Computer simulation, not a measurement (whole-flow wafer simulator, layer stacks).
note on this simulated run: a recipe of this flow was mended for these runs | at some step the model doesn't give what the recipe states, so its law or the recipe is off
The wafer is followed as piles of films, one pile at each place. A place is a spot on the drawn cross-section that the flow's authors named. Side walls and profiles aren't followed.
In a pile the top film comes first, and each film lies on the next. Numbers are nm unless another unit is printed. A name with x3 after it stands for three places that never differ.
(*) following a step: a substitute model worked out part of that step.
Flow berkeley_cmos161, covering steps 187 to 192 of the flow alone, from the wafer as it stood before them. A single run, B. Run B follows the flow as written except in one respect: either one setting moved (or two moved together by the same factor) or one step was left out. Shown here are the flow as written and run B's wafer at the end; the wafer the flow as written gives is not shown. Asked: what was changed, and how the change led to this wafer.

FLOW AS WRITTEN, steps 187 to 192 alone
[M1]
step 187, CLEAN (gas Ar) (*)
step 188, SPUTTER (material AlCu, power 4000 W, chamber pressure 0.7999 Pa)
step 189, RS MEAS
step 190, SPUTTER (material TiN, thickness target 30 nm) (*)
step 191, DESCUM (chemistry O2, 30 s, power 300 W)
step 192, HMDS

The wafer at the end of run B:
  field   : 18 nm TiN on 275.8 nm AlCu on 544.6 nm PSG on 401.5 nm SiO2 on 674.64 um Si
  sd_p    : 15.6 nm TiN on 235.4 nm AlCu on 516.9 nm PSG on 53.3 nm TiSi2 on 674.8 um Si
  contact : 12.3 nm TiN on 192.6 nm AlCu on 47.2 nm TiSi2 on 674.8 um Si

What caused this: step 190, SPUTTER: thickness target 18 nm was run, though the flow has thickness target 30 nm.
One can read it off the wafer: field has TiN 18, and step 190 as written asks for 30 nm.

The path from the change to this, step by step:
  step 190, SPUTTER (material TiN, thickness target 30 nm) (*)
      field, sd_n, spacer_n, gate_n, spacer_p, gate_p, m1: TiN gains 18 (new film) (as written it would have been: TiN gains 30 (new film))
      sd_p: TiN gains 15.6 (new film) (as written it would have been: TiN gains 26.1 (new film))
      (as well as at 1 more place)
